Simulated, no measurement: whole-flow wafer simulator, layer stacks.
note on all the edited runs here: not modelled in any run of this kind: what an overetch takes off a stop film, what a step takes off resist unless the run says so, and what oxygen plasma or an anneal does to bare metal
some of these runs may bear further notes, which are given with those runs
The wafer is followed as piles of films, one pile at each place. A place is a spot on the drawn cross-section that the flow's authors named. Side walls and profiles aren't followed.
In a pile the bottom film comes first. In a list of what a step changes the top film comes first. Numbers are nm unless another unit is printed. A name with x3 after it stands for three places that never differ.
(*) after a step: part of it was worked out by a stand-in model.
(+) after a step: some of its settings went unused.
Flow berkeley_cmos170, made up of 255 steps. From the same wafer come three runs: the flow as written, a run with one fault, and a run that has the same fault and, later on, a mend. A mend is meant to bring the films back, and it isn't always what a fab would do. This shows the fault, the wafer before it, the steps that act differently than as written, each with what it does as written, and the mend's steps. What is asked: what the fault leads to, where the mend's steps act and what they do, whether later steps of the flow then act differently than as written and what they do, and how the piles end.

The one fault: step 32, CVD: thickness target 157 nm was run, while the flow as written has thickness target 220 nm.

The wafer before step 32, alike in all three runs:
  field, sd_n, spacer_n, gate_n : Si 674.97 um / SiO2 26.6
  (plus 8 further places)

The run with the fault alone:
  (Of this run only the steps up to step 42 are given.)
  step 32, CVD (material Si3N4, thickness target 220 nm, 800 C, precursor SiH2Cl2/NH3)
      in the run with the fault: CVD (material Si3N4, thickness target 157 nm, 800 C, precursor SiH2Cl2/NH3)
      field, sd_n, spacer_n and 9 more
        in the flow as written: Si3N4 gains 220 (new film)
        in the run with the fault: Si3N4 gains 157 (new film)
  Steps later in the flow that act otherwise than as written:
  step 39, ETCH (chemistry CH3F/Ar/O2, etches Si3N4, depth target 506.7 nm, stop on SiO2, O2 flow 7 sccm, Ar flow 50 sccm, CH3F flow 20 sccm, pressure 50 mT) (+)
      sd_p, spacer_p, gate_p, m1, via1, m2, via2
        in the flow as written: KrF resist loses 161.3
        in the run with the fault: KrF resist loses 119.3
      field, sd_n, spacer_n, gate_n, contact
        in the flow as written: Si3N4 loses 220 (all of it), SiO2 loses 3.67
        in the run with the fault: Si3N4 loses 157 (all of it), SiO2 loses 3.67
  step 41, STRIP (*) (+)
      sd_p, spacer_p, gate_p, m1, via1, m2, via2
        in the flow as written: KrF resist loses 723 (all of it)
        in the run with the fault: KrF resist loses 765 (all of it)
  After step 42, at sd_p, spacer_p, gate_p, m1, via1, m2, via2, the piles differ from the flow's by more than 2% or 0.5 nm, whichever is larger.
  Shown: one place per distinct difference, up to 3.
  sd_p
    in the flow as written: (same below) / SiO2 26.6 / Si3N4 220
    in the run with the fault: (same below) / SiO2 26.6 / Si3N4 157

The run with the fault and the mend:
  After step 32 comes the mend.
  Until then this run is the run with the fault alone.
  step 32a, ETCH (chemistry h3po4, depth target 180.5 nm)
      field, sd_n, spacer_n and 9 more
        Si3N4 loses 157 (all of it)
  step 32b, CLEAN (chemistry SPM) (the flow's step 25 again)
      leaves every film unchanged at each place that is followed
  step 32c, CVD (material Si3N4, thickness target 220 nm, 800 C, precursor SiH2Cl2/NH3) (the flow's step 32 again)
      field, sd_n, spacer_n and 9 more
        Si3N4 gains 220 (new film)
  Every later step of the flow that is run acts as written at every place that is followed.
  At every place that both follow, the piles at the end match the flow's.
